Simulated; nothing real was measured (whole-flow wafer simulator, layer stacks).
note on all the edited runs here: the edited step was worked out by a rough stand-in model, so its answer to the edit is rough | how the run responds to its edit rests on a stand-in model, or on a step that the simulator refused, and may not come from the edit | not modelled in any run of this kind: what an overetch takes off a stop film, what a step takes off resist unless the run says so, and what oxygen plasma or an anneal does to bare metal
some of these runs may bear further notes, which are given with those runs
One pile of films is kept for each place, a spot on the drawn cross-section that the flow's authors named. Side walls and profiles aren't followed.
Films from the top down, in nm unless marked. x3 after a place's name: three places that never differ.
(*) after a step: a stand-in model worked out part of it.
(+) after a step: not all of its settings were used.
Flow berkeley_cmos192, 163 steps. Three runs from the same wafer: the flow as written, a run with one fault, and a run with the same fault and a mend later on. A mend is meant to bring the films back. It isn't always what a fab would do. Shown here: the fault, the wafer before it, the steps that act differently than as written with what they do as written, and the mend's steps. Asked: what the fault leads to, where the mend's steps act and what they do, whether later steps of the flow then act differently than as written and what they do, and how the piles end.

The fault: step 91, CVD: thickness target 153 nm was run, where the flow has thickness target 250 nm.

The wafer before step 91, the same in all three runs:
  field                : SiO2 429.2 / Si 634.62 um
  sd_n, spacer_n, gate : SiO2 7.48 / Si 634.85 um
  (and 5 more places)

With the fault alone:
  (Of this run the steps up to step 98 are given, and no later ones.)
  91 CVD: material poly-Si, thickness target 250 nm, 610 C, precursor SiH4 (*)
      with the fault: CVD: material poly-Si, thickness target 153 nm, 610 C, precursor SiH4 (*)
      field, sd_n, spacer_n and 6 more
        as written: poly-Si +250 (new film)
        with the fault: poly-Si +153 (new film)
  Later steps of the flow that act differently than as written (2 more steps differ only slightly, by at most 2% or 0.5 nm, whichever is larger, and aren't shown):
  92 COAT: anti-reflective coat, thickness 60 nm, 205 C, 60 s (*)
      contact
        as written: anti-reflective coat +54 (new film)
        with the fault: anti-reflective coat +52.7 (new film)
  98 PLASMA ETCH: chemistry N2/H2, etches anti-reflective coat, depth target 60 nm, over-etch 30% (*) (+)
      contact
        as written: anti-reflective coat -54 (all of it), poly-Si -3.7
        with the fault: anti-reflective coat -52.7 (all of it), poly-Si -3.64
  After step 98 the piles differ from the flow's by more than 2% or 0.5 nm, whichever is larger, at field, sd_n, spacer_n and 6 more.
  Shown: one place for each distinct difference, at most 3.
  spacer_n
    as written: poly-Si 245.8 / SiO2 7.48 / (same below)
    with the fault: poly-Si 148.9 / SiO2 7.48 / (same below)
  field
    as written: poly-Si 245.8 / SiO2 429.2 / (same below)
    with the fault: poly-Si 148.9 / SiO2 429.2 / (same below)
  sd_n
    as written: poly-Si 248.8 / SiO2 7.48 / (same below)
    with the fault: poly-Si 151.8 / SiO2 7.48 / (same below)

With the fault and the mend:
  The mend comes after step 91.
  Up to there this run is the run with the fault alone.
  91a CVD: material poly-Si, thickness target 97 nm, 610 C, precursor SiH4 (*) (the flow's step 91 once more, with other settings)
      field, sd_n, spacer_n and 6 more
        poly-Si +97
  No later step of the flow acts differently than as written, at any place that is followed, by more than 2% or 0.5 nm, whichever is larger.
  At the end the piles are the same as the flow's at every place that both follow.
